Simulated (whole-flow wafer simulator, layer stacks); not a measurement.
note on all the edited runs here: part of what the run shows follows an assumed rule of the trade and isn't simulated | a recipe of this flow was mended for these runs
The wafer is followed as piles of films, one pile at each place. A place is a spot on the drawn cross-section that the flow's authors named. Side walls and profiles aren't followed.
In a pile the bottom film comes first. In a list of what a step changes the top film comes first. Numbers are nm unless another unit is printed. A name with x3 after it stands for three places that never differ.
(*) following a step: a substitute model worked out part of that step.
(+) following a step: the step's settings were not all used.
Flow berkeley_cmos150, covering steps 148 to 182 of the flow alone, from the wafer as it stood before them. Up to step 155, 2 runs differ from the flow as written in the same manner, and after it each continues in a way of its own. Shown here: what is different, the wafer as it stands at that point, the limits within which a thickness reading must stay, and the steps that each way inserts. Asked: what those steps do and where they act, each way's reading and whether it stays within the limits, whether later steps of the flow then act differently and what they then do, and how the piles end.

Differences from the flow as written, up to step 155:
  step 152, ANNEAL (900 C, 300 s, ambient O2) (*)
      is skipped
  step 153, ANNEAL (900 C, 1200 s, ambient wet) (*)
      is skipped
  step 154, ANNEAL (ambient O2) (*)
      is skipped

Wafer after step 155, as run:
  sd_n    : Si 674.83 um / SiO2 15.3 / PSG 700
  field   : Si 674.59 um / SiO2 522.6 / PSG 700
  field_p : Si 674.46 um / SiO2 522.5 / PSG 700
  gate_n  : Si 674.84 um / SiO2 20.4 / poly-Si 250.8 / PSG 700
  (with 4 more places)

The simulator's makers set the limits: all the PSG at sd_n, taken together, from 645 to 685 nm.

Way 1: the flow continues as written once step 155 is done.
  Reading after step 155: 700 nm, not within the limits.
  Steps further on in the flow that do not act as written (4 other steps are not shown; they differ only slightly, by no more than 2% or 0.5 nm, whichever is larger):
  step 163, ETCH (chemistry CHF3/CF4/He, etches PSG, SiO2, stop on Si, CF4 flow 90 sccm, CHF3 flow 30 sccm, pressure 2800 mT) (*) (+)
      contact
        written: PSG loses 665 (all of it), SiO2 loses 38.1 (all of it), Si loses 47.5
        way: PSG loses 700 (all of it), SiO2 loses 15.3 (all of it), Si loses 47.5
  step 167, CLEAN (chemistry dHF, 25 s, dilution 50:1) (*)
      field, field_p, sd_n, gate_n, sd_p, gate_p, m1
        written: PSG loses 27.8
        way: PSG loses 96.3
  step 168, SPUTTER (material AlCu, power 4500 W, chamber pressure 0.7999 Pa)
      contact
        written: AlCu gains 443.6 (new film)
        way: AlCu gains 477.7 (new film)
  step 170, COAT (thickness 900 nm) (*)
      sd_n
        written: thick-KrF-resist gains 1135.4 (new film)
        way: thick-KrF-resist gains 949 (new film)
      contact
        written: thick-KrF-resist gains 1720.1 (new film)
        way: thick-KrF-resist gains 1645.9 (new film)
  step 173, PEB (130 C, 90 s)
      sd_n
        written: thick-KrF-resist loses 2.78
        way: thick-KrF-resist loses 2.25
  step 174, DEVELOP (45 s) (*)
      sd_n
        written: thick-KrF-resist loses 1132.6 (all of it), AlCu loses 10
        way: thick-KrF-resist loses 946.8 (all of it), AlCu loses 10
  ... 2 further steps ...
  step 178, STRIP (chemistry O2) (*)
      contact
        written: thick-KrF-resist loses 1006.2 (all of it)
        way: thick-KrF-resist loses 943.5 (all of it)
  By the end, the piles at field, field_p, sd_n, gate_n, sd_p, gate_p, contact, m1 depart from the flow's by more than 2% or 0.5 nm, whichever is larger.
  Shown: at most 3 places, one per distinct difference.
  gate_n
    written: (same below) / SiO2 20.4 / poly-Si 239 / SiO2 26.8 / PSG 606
    way: (same below) / SiO2 20.4 / poly-Si 250.8 / PSG 572.5
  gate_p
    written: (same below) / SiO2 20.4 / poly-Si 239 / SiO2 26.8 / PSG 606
    way: (same below) / SiO2 20.4 / poly-Si 250.8 / PSG 571.6
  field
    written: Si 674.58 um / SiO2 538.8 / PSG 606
    way: Si 674.59 um / SiO2 522.6 / PSG 572.5

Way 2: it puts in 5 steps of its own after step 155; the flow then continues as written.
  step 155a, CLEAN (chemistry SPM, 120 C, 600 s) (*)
      leaves every film unchanged at each place that is followed
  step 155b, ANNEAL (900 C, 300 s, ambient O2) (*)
      leaves every film unchanged at each place that is followed
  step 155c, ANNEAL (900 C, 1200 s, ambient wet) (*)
      sd_n, contact, m1
        PSG loses 35, SiO2 gains 22.8, Si loses 10
      field, field_p
        PSG loses 35, SiO2 gains 16.3, Si loses 7.15
      gate_n, gate_p
        PSG loses 35, SiO2 gains 26.8 (new film), poly-Si loses 11.8
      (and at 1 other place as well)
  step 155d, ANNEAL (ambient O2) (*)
      leaves every film unchanged at each place that is followed
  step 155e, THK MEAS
      leaves every film unchanged at each place that is followed
  Reading after step 155e: 665 nm, inside the limits.
  Every later step of the flow that is run acts as written at every place that is followed.
  By the end, the piles equal the flow's at every place that both follow.

The limits are kept by: way 2. They are not kept by: way 1.
